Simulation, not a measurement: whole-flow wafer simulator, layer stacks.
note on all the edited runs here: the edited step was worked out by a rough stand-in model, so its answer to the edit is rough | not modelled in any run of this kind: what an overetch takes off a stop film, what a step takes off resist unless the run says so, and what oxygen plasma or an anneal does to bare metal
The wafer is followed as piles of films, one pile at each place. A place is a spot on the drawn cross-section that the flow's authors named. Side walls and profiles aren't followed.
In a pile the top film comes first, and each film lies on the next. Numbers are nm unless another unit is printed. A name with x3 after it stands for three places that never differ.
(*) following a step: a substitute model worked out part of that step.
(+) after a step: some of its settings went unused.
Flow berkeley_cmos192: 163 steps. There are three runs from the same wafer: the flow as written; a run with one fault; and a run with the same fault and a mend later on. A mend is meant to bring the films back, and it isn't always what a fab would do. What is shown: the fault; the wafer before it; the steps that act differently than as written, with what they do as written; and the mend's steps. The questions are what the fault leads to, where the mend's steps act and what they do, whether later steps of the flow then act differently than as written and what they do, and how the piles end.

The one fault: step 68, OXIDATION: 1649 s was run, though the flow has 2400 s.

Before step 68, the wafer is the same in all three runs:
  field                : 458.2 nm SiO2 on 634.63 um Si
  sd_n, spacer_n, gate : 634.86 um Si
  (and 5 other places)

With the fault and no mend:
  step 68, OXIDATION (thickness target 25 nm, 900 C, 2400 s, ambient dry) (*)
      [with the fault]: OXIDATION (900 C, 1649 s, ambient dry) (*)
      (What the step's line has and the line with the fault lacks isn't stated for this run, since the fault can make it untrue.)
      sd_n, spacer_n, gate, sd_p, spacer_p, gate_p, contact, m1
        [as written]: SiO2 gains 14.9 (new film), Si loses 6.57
        [with the fault]: SiO2 gains 11.8 (new film), Si loses 5.19
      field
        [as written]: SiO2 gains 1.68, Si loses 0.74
        [with the fault]: SiO2 gains 1.15, Si loses 0.51
  Later steps of the flow acting differently than as written (38 other steps are not shown; they differ only slightly, by no more than 2% or 0.5 nm, whichever is larger):
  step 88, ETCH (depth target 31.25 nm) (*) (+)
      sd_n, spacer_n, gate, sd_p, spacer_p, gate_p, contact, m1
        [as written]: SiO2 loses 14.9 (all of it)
        [with the fault]: SiO2 loses 11.8 (all of it)
  At the end the piles are close to the flow's at the places that both follow, differing by at most 2% or 0.5 nm, whichever is larger.

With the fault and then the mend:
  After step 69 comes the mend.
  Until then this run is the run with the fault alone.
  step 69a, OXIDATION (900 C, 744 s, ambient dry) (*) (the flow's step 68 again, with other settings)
      sd_n, spacer_n, gate, sd_p, spacer_p, gate_p, contact, m1
        SiO2 gains 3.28, Si loses 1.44
      field
        SiO2 gains 0.52, Si loses 0.23
  Every later step of the flow that is run acts as written, at every place that is followed, to within 2% or 0.5 nm, whichever is larger.
  At the end the piles are close to the flow's at the places that both follow, differing by at most 2% or 0.5 nm, whichever is larger.
